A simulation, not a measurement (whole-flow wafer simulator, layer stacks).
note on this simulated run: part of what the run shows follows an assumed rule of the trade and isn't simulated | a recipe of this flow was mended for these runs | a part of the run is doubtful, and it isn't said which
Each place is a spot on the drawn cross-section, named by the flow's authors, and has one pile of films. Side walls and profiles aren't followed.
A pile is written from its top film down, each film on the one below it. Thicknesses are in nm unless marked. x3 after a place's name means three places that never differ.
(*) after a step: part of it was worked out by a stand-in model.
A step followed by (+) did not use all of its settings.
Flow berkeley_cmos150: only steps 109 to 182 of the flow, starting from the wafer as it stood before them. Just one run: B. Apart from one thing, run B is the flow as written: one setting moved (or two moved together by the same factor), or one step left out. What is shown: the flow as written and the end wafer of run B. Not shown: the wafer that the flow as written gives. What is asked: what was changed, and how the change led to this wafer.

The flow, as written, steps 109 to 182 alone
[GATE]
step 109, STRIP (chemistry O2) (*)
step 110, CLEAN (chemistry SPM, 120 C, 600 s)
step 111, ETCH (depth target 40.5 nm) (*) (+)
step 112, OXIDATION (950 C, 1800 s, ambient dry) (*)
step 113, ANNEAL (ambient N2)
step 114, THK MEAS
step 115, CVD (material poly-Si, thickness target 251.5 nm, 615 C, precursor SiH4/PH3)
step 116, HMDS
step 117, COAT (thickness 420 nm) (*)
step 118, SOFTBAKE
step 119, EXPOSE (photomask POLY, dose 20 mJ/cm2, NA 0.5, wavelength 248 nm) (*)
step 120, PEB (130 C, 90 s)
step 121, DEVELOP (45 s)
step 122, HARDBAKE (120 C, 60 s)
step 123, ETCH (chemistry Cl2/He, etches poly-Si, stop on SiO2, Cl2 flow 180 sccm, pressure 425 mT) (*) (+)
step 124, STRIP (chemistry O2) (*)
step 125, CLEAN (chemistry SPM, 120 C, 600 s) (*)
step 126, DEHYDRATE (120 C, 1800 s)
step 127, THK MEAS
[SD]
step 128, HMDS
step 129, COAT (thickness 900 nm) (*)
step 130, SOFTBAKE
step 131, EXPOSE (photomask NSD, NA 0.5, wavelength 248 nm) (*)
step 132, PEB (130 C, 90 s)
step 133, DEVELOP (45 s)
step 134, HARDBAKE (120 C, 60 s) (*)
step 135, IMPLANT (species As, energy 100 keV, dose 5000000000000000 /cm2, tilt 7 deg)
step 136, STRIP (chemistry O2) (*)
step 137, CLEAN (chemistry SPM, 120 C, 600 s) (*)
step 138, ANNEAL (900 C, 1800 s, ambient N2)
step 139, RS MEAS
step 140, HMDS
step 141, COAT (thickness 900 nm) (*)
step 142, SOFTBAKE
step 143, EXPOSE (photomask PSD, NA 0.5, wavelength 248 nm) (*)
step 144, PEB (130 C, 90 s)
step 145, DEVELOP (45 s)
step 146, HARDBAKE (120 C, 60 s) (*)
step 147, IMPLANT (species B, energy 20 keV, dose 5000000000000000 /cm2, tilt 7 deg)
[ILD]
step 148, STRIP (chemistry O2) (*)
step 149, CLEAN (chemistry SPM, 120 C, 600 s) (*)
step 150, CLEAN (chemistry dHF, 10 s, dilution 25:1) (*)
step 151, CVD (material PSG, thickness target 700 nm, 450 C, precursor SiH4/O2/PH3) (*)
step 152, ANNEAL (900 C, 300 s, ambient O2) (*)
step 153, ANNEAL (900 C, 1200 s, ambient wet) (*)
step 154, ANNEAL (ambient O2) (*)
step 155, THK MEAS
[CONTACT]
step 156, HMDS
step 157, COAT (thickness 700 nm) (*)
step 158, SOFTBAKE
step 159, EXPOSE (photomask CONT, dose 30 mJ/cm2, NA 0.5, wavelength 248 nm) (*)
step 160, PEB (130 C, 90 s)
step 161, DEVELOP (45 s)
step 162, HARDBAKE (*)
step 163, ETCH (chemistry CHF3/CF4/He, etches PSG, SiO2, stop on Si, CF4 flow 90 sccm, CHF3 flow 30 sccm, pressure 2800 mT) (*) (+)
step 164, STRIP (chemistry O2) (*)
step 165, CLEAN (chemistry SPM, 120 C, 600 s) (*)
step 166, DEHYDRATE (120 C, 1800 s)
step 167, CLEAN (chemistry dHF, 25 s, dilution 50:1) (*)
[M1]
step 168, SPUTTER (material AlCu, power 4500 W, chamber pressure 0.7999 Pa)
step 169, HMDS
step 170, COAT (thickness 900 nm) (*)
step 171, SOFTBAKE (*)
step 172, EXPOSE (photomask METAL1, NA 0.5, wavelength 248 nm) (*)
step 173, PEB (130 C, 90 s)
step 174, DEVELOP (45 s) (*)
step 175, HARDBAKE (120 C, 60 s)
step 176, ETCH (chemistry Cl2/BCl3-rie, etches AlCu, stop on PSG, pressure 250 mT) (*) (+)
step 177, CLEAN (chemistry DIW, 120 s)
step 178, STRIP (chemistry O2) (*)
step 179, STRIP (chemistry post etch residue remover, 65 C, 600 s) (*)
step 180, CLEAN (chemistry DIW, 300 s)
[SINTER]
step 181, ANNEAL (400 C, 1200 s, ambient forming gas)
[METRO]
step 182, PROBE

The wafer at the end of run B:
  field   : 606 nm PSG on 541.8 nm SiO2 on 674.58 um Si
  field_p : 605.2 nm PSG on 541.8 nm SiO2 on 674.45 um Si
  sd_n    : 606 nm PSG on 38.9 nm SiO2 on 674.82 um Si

Cause: step 111, ETCH: depth target 37.46 nm was run, though the flow has depth target 40.5 nm.

The path from the change to this, step by step:
  step 111, ETCH (depth target 40.5 nm) (*) (+)
      sd_n: SiO2 loses 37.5 (as written it would have been: SiO2 loses 40.4 (all of it))
      field, field_p: SiO2 loses 37.5 (as written it would have been: SiO2 loses 40.5)
  step 112, OXIDATION (950 C, 1800 s, ambient dry) (*)
      sd_n: SiO2 gains 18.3, Si loses 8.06 (as written it would have been: SiO2 gains 20.4 (new film), Si loses 8.98)
  step 176, ETCH (chemistry Cl2/BCl3-rie, etches AlCu, stop on PSG, pressure 250 mT) (*) (+)
      gate_p: AlCu loses 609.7 (all of it), PSG loses 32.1 (as written it would have been: AlCu loses 616.1 (all of it), PSG loses 31.2)
